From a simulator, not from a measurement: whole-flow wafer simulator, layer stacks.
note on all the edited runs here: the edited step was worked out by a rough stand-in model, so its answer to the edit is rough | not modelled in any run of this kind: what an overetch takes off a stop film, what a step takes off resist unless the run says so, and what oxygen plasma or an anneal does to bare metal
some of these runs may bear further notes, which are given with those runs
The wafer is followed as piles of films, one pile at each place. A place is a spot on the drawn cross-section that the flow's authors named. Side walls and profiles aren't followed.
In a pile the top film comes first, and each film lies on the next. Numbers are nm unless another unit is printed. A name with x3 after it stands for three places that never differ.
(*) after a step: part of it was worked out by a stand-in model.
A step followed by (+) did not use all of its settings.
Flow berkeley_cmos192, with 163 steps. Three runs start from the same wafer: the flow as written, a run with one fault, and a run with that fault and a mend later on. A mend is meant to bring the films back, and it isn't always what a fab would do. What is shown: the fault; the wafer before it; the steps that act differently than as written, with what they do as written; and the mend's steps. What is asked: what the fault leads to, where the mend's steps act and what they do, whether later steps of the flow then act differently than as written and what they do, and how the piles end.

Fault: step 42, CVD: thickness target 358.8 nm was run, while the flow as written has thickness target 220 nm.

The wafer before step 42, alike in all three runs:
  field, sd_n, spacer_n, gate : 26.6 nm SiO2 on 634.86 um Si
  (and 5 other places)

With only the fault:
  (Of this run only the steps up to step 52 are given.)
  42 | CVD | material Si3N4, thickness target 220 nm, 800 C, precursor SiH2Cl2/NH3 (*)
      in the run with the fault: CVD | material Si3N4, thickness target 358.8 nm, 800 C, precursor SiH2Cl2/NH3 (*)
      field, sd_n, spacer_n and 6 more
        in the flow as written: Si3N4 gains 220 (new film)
        in the run with the fault: Si3N4 gains 358.8 (new film)
  Steps later in the flow that act otherwise than as written:
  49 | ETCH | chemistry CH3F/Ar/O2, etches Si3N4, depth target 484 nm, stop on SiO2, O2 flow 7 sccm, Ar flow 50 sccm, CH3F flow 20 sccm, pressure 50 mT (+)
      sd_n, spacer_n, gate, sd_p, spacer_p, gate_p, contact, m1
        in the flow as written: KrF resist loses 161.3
        in the run with the fault: KrF resist loses 253.9
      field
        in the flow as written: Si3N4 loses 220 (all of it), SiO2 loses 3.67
        in the run with the fault: Si3N4 loses 358.8 (all of it), SiO2 loses 3.67
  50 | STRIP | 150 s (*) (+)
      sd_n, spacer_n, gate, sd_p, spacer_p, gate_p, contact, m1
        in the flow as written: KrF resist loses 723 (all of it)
        in the run with the fault: KrF resist loses 630.5 (all of it)
  After step 52, at sd_n, spacer_n, gate, sd_p, spacer_p, gate_p, contact, m1, the piles differ from the flow's by more than 2% or 0.5 nm, whichever is larger.
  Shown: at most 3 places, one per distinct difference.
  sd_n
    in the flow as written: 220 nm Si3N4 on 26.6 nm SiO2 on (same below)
    in the run with the fault: 358.8 nm Si3N4 on 26.6 nm SiO2 on (same below)

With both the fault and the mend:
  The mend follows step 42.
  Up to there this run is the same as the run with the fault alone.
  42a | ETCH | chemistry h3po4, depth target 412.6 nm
      field, sd_n, spacer_n and 6 more
        Si3N4 loses 358.8 (all of it)
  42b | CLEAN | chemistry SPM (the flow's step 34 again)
      does not change any film at any place that is followed
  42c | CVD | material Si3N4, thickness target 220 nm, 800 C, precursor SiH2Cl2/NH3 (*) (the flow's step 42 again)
      field, sd_n, spacer_n and 6 more
        Si3N4 gains 220 (new film)
  None of the later steps of the flow acts differently than as written at any place that is followed.
  At every place that both follow, the piles at the end match the flow's.
